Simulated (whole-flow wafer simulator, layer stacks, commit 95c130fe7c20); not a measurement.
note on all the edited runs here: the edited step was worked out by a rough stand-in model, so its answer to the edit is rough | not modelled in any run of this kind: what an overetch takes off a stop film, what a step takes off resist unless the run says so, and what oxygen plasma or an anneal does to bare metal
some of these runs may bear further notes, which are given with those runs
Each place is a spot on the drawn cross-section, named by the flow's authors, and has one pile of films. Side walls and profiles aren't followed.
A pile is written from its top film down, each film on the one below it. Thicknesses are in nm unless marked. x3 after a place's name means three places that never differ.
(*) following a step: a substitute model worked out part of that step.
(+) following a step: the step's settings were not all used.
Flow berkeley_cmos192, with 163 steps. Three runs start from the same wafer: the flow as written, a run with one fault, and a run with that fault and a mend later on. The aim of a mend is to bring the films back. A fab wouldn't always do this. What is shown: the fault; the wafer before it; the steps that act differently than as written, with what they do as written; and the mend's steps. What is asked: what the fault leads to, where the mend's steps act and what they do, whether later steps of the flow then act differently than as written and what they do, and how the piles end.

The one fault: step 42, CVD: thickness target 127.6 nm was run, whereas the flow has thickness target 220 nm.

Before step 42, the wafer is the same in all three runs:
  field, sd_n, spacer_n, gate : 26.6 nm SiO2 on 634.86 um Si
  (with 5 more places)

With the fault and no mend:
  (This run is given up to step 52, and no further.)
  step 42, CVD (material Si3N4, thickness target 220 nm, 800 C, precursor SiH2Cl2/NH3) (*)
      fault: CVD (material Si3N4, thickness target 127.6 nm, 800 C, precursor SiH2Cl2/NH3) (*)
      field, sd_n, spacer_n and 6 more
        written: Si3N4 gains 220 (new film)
        fault: Si3N4 gains 127.6 (new film)
  Steps later in the flow that act otherwise than as written:
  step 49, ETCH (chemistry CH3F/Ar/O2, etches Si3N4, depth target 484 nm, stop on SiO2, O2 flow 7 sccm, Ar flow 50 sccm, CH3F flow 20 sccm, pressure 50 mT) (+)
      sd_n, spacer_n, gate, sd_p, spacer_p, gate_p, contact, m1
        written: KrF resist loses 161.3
        fault: KrF resist loses 99.7
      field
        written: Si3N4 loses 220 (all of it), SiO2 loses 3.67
        fault: Si3N4 loses 127.6 (all of it), SiO2 loses 3.67
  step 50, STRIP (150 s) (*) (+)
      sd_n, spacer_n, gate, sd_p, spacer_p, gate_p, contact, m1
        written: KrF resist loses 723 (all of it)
        fault: KrF resist loses 784.6 (all of it)
  The piles after step 52 differ from the flow's at sd_n, spacer_n, gate, sd_p, spacer_p, gate_p, contact, m1 by more than 2% or 0.5 nm, whichever is larger.
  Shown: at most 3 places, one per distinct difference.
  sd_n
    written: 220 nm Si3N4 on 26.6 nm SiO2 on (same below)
    fault: 127.6 nm Si3N4 on 26.6 nm SiO2 on (same below)

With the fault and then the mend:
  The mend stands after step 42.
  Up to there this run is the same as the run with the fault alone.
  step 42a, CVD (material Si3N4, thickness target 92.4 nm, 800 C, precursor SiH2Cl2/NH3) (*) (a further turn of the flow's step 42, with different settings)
      field, sd_n, spacer_n and 6 more
        Si3N4 gains 92.4
  Later steps of the flow that are run all act as written at every place that is followed.
  By the end, the piles equal the flow's at every place that both follow.
